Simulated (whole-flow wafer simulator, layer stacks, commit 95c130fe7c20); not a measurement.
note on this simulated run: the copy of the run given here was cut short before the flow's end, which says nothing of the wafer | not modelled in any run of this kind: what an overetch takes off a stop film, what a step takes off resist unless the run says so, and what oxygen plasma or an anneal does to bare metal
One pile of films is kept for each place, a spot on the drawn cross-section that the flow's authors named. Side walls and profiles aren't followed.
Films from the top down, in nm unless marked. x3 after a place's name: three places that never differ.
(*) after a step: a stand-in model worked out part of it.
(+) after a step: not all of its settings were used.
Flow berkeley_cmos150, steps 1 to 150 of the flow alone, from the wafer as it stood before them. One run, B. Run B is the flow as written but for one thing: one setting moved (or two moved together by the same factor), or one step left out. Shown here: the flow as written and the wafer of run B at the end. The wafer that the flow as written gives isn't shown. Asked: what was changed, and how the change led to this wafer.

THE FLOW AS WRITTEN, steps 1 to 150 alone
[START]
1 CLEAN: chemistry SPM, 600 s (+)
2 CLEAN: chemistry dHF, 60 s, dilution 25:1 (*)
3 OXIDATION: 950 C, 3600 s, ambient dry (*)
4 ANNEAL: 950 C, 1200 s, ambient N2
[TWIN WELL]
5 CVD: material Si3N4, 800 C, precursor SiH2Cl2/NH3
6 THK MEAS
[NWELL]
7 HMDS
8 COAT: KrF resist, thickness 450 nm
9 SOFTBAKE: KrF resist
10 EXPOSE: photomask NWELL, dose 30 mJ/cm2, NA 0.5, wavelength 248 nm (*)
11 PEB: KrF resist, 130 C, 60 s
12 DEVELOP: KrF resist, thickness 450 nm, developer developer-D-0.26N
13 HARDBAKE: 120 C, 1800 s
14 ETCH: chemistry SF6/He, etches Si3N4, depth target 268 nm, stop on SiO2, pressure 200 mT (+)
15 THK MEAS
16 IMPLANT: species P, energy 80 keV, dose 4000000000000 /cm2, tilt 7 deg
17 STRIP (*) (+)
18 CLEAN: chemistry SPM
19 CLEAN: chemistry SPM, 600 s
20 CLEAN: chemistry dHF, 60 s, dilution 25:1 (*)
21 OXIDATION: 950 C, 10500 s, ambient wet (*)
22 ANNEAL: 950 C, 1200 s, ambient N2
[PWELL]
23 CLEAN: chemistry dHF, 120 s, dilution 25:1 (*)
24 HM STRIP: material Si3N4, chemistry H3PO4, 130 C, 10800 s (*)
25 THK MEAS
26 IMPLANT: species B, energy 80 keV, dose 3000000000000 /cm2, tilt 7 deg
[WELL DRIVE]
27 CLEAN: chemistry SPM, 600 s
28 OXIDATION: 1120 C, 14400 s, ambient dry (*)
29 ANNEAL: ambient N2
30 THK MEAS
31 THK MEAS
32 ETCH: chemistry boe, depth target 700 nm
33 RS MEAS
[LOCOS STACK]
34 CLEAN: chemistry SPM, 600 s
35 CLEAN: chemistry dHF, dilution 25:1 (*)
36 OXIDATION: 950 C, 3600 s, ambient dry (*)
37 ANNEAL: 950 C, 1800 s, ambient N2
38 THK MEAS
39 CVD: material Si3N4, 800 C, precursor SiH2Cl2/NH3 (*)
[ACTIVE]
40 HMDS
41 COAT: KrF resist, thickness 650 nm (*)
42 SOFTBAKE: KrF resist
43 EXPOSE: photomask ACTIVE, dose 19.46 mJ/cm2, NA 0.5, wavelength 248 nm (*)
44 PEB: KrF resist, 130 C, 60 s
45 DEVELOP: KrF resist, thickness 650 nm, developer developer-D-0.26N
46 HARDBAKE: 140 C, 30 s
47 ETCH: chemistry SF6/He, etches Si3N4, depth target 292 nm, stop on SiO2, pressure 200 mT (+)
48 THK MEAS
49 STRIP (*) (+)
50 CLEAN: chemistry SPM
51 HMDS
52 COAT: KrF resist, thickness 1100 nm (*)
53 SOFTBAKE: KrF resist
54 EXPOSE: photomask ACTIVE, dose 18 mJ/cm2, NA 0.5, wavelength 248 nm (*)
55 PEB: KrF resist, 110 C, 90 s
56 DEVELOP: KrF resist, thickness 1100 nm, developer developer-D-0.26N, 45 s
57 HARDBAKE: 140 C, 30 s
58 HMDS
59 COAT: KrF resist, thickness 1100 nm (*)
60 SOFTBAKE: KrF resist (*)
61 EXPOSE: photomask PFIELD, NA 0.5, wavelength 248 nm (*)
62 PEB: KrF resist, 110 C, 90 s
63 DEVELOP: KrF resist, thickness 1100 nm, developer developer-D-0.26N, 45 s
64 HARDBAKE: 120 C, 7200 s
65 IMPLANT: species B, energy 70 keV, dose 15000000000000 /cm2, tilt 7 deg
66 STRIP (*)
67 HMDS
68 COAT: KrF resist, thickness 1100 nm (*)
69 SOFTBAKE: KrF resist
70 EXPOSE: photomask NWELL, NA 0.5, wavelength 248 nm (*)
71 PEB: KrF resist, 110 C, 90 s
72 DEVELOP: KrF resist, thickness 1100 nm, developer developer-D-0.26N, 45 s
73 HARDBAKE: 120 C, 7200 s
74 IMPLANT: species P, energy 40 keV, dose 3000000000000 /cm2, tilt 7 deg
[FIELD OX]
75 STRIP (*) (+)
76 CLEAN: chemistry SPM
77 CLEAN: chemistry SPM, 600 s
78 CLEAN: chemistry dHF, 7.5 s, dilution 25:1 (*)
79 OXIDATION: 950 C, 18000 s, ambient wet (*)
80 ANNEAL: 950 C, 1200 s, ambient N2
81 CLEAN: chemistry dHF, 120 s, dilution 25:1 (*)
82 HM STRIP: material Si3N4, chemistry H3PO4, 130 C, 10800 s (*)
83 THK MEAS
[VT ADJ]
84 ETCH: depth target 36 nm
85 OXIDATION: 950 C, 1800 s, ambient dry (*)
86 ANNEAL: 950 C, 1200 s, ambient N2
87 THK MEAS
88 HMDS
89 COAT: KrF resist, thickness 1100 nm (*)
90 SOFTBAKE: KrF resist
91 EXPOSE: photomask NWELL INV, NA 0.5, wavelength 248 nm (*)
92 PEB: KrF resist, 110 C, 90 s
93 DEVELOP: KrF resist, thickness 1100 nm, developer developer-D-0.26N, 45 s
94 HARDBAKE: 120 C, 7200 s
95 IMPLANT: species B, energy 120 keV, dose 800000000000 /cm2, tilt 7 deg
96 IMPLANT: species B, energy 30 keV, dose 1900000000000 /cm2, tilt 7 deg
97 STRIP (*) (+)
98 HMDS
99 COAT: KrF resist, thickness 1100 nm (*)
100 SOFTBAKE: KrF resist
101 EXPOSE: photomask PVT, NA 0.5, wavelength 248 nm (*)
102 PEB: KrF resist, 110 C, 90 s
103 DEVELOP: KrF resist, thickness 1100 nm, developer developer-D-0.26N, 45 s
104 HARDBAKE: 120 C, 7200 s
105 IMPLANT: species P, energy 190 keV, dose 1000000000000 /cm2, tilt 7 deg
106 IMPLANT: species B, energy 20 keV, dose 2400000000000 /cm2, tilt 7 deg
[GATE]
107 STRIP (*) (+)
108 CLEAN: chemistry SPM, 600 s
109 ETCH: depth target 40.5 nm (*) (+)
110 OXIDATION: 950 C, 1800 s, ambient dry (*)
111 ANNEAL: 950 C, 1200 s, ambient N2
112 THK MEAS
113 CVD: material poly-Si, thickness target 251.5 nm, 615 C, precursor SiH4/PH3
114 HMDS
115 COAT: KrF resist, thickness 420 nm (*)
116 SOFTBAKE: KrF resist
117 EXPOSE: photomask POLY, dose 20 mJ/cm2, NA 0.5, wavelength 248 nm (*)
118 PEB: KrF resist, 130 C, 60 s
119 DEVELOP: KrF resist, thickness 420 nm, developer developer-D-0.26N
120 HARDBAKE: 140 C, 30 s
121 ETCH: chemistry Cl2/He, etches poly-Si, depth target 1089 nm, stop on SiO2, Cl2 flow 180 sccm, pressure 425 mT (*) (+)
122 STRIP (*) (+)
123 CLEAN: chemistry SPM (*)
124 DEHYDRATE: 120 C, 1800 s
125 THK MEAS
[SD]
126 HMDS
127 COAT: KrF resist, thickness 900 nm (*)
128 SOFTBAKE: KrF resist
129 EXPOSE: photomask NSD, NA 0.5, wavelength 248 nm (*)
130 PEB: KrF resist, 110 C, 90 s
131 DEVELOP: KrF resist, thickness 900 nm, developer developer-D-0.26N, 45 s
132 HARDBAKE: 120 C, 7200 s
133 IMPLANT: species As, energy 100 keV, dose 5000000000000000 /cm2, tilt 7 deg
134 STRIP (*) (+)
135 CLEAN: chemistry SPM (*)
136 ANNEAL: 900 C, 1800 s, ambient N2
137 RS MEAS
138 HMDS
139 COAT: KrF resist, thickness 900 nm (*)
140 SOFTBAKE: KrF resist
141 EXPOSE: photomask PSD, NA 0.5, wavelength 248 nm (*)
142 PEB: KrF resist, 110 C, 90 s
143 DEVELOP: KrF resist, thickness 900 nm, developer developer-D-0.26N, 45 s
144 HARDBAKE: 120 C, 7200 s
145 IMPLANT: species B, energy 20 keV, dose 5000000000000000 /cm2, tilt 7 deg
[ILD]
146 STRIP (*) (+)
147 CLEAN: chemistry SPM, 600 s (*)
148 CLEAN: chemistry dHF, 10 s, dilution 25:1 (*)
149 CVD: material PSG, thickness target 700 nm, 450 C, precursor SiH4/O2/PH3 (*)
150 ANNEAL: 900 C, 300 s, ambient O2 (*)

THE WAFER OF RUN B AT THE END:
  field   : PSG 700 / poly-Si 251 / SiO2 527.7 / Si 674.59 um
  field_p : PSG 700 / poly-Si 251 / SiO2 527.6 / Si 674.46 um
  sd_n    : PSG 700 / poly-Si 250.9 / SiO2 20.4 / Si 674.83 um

The cause: step 121, ETCH: chemistry Cl2/He, etches poly-Si, depth target 1089 nm, stop on SiO2, Cl2 flow 180 sccm, pressure 425 mT (*) (+), was left out.

How the change led to this, step by step:
  122 STRIP (*) (+)
      field, field_p, sd_n, sd_p, contact, m1: chemical SiO2 +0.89 (new film), poly-Si -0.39 (as written it would be: nothing)
      gate_n: chemical SiO2 +0.68 (new film), KrF resist -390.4 (all of it), poly-Si -0.3 (as written it would be: chemical SiO2 +0.57 (new film), KrF resist -169.8 (all of it), poly-Si -0.25)
      (and at 1 more place)
  127 COAT: KrF resist, thickness 900 nm (*)
      gate_n: KrF resist +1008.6 (new film) (as written it would be: KrF resist +819.9 (new film))
      sd_p: KrF resist +1103.4 (new film) (as written it would be: KrF resist +1133 (new film))
      (and at 1 more place)
  130 PEB: KrF resist, 110 C, 90 s
      gate_n: KrF resist -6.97 (as written it would be: KrF resist -5.64)
      gate_p: KrF resist -7.47 (as written it would be: KrF resist -6.13)
  131 DEVELOP: KrF resist, thickness 900 nm, developer developer-D-0.26N, 45 s
      gate_n: KrF resist -1001.6 (all of it) (as written it would be: KrF resist -814.3 (all of it))
  132 HARDBAKE: 120 C, 7200 s
      gate_p: KrF resist -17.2 (as written it would be: KrF resist -14)
  134 STRIP (*) (+)
      sd_p: KrF resist -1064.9 (all of it), chemical SiO2 +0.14, poly-Si -0.06 (as written it would be: KrF resist -1093.7 (all of it))
      gate_p: KrF resist -1042.2 (all of it), chemical SiO2 +0.18 (as written it would be: KrF resist -855.5 (all of it), chemical SiO2 +0.18)
  139 COAT: KrF resist, thickness 900 nm (*)
      gate_n: KrF resist +1008.5 (new film) (as written it would be: KrF resist +819.8 (new film))
      sd_p: KrF resist +1103.4 (new film) (as written it would be: KrF resist +1133 (new film))
      (and at 1 more place)
  142 PEB: KrF resist, 110 C, 90 s
      gate_n: KrF resist -6.97 (as written it would be: KrF resist -5.64)
      gate_p: KrF resist -7.47 (as written it would be: KrF resist -6.12)
  143 DEVELOP: KrF resist, thickness 900 nm, developer developer-D-0.26N, 45 s
      sd_p: KrF resist -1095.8 (all of it) (as written it would be: KrF resist -1125.1 (all of it))
      gate_p: KrF resist -1072.8 (all of it) (as written it would be: KrF resist -882.7 (all of it))
  144 HARDBAKE: 120 C, 7200 s
      gate_n: KrF resist -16 (as written it would be: KrF resist -12.8)
  146 STRIP (*) (+)
      gate_n: KrF resist -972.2 (all of it), chemical SiO2 +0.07 (as written it would be: KrF resist -788 (all of it), chemical SiO2 +0.07, poly-Si -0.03)
  148 CLEAN: chemistry dHF, 10 s, dilution 25:1 (*)
      field, field_p, m1: chemical SiO2 -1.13 (all of it) (as written it would be: SiO2 -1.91)
      sd_n, contact: chemical SiO2 -1.28 (all of it) (as written it would be: SiO2 -1.92)
      (and at 1 more place)
  149 CVD: material PSG, thickness target 700 nm, 450 C, precursor SiH4/O2/PH3 (*)
      gate_n, gate_p: PSG +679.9 (new film) (as written it would be: PSG +700 (new film))
      sd_p: PSG +679.9 (new film) (as written it would be: PSG +639.5 (new film))
